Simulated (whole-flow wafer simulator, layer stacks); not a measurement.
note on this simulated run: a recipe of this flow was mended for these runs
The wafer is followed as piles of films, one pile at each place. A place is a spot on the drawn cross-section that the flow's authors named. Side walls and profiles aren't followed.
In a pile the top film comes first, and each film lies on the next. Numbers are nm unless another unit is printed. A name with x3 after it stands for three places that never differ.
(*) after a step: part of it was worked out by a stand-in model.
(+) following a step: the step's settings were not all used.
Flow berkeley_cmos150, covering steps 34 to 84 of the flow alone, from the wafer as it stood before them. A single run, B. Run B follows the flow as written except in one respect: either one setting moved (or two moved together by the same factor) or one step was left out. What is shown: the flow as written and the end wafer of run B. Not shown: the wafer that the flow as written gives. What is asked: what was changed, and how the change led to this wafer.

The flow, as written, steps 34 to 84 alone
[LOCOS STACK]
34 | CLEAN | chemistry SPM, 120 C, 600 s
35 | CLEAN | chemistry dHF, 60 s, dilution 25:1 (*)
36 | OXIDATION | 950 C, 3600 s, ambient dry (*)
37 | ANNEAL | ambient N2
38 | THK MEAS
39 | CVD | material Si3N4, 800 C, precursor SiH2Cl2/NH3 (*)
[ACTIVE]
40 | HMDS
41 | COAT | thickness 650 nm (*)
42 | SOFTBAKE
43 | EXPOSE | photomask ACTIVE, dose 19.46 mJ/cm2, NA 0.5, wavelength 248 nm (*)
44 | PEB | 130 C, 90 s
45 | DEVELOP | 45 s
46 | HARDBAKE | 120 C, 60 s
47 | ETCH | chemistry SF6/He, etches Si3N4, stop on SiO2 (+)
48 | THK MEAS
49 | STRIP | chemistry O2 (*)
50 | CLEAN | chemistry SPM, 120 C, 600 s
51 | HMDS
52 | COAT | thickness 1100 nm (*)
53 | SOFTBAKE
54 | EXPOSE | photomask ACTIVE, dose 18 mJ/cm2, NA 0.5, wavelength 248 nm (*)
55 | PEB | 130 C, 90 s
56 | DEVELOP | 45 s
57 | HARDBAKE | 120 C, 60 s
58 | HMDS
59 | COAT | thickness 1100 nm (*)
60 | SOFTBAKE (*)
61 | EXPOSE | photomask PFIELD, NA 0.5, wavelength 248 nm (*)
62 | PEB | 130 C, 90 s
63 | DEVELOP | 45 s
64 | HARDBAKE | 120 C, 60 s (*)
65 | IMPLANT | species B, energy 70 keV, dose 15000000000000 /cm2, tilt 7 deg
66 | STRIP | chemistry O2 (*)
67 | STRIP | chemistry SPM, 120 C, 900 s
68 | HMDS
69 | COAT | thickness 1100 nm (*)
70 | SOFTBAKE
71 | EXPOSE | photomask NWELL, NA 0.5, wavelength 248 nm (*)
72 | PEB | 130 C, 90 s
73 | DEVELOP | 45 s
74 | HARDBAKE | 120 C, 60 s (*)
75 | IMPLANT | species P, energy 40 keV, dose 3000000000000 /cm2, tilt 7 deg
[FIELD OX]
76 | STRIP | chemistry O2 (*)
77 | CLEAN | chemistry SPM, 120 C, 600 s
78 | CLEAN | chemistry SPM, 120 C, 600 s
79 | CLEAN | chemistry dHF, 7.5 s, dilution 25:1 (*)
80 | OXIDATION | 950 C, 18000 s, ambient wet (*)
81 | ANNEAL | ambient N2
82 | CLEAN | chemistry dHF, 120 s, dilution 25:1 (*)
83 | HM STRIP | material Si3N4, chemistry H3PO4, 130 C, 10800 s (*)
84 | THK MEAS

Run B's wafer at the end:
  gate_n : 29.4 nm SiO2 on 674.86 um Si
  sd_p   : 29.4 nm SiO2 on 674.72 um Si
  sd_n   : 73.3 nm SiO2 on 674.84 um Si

The reason: step 39, CVD: 784 C was run, though the flow has 800 C.

Step by step, how the change led to this:
  39 | CVD | material Si3N4, 800 C, precursor SiH2Cl2/NH3 (*)
      field, field_p, sd_n, gate_n, sd_p, gate_p, contact, m1: Si3N4 gains 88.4 (new film) (in the flow as written it would be: Si3N4 gains 106 (new film))
  47 | ETCH | chemistry SF6/He, etches Si3N4, stop on SiO2 (+)
      sd_n, gate_n, sd_p, gate_p, contact, m1: KrF-resist loses 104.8 (in the flow as written it would be: KrF-resist loses 124)
      field, field_p: Si3N4 loses 88.4 (all of it), SiO2 loses 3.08 (in the flow as written it would be: Si3N4 loses 106 (all of it), SiO2 loses 3.08)
  49 | STRIP | chemistry O2 (*)
      sd_n: KrF-resist loses 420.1 (all of it) (in the flow as written it would be: KrF-resist loses 400.9 (all of it))
      gate_n: KrF-resist loses 428.5 (all of it) (in the flow as written it would be: KrF-resist loses 409.3 (all of it))
      (as well as at 4 more places)
  80 | OXIDATION | 950 C, 18000 s, ambient wet (*)
      sd_n: SiO2 gains 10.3 (new film), Si3N4 loses 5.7, SiO2 gains 43.8, Si loses 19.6 (in the flow as written it would be: SiO2 gains 10.3 (new film), Si3N4 loses 5.7, SiO2 gains 34.7, Si loses 15.4)
  83 | HM STRIP | material Si3N4, chemistry H3PO4, 130 C, 10800 s (*)
      sd_n, gate_n, contact, m1: Si3N4 loses 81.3 (all of it), SiO2 loses 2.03 (in the flow as written it would be: Si3N4 loses 98.9 (all of it), SiO2 loses 1.88)
      sd_p, gate_p: Si3N4 loses 81 (all of it), SiO2 loses 2.03 (in the flow as written it would be: Si3N4 loses 98.7 (all of it), SiO2 loses 1.88)
